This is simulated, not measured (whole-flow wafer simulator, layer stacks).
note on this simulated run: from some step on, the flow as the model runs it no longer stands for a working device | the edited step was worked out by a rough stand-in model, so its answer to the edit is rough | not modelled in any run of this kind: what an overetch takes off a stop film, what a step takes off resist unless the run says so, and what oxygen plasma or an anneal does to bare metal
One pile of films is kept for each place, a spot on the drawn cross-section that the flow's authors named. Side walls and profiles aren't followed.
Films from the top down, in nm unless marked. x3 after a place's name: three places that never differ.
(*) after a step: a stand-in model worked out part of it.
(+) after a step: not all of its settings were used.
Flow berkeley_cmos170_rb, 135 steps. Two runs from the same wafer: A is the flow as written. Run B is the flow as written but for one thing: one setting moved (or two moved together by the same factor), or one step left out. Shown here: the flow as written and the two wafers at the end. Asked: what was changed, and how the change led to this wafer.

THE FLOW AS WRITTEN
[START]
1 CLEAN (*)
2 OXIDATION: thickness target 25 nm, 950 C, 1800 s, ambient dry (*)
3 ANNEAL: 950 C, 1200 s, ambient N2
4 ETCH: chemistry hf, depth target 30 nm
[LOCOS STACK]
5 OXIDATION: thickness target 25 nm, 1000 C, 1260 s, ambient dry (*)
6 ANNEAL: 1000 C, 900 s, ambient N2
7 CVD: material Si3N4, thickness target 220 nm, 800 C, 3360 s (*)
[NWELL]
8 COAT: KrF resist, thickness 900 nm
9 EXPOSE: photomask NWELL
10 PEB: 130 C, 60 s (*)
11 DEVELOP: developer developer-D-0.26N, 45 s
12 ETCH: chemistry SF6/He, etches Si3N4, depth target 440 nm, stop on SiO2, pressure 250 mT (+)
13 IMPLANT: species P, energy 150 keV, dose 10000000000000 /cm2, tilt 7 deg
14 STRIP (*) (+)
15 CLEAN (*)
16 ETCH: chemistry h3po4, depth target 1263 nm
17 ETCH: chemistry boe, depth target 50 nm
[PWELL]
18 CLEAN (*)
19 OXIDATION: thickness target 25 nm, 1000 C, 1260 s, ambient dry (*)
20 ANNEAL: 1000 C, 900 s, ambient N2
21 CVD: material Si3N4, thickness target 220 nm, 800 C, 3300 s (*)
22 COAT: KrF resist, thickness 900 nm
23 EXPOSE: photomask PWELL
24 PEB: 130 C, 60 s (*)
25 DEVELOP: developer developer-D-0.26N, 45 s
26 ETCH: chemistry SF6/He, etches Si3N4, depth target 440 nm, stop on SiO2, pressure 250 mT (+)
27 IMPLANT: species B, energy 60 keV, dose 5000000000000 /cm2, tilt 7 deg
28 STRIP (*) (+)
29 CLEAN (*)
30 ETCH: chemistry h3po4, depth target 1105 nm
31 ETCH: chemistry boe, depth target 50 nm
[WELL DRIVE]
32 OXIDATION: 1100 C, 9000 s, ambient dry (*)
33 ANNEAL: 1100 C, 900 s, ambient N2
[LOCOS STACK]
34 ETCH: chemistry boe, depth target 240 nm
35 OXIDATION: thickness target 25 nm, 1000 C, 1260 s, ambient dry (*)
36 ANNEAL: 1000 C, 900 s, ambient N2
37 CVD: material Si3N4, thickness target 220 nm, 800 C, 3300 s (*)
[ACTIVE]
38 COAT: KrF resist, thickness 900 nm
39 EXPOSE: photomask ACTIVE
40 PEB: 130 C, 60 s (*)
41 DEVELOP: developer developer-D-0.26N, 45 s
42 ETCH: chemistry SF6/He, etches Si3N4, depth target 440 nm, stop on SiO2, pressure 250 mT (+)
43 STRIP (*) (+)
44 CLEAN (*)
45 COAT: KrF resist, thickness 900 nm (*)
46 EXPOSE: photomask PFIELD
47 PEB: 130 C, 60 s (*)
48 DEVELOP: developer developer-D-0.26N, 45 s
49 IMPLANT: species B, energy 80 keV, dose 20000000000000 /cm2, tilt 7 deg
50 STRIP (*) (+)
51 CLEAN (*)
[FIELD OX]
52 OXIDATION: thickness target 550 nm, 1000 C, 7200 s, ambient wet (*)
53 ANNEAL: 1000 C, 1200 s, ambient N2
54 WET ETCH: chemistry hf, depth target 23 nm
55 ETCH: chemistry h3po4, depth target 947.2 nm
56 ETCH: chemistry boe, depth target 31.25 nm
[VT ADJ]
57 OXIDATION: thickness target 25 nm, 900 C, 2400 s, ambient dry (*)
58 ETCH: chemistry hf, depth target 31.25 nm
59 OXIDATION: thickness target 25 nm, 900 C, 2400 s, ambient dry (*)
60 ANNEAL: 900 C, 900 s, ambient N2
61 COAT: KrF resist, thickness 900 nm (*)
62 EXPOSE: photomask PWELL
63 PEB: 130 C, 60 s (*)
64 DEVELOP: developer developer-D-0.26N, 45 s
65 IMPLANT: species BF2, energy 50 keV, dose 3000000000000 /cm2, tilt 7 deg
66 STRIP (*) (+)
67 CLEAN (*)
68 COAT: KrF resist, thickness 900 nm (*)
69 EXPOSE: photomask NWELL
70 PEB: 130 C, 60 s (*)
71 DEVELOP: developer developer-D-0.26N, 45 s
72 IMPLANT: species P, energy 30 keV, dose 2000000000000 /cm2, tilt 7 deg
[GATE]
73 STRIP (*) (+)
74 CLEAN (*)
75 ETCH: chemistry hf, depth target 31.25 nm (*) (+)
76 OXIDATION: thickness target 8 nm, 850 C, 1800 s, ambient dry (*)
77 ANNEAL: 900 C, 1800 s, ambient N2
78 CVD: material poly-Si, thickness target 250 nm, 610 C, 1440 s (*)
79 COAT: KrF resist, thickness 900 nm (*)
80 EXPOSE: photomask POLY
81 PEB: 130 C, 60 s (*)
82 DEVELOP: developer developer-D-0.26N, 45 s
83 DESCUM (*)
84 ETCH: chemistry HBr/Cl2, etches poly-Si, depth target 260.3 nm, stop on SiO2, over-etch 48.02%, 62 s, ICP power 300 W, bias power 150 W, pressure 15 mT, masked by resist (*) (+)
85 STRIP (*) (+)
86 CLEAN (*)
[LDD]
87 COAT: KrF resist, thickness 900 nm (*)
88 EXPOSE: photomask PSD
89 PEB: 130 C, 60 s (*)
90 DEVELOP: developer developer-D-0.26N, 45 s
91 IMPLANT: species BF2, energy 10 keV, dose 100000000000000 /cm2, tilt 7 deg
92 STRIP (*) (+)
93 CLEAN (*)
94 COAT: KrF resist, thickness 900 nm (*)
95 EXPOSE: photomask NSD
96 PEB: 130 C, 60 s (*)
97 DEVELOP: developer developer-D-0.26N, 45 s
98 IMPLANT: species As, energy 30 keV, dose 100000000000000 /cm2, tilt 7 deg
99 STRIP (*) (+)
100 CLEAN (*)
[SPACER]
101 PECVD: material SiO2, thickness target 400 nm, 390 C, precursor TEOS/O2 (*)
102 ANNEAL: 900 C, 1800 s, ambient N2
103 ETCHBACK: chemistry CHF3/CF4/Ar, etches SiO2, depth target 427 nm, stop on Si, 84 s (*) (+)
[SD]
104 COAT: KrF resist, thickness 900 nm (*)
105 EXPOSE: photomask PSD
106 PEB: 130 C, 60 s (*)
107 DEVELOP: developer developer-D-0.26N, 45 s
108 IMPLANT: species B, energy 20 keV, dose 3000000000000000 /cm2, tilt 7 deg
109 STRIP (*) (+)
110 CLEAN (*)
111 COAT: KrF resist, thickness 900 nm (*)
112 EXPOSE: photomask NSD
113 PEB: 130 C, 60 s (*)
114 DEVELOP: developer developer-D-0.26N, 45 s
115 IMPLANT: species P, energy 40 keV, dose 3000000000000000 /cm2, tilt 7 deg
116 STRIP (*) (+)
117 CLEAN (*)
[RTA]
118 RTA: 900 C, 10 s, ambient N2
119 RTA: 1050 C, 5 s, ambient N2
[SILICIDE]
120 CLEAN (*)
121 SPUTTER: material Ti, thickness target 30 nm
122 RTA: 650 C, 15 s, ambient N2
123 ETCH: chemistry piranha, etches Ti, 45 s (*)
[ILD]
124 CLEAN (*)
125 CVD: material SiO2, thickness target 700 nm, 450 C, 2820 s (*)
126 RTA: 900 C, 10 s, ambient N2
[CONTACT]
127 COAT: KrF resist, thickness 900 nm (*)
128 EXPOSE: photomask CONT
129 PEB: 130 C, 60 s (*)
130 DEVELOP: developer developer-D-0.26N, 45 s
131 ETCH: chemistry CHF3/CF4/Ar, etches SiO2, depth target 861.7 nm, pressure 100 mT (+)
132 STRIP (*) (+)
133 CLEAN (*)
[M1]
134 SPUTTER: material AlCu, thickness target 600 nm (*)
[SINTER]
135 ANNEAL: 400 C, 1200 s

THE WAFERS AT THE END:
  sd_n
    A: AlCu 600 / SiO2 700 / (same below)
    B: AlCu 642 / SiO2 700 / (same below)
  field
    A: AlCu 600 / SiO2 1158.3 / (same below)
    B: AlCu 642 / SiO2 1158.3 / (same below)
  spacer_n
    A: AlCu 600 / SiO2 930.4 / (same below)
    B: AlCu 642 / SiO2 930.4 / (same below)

The cause: step 134, SPUTTER: thickness target 642 nm was run, where the flow has thickness target 600 nm.
It can be read off the wafer: sd_n has AlCu 642, and step 134 as written asks for 600 nm.

How the change led to this, step by step:
  134 SPUTTER: material AlCu, thickness target 600 nm (*)
      field, sd_n, spacer_n, gate, spacer_p, gate_p, m1: A AlCu +600 (new film) | B AlCu +642 (new film)
      sd_p: A AlCu +545.9 (new film) | B AlCu +586.2 (new film)
      (and at 1 more place)
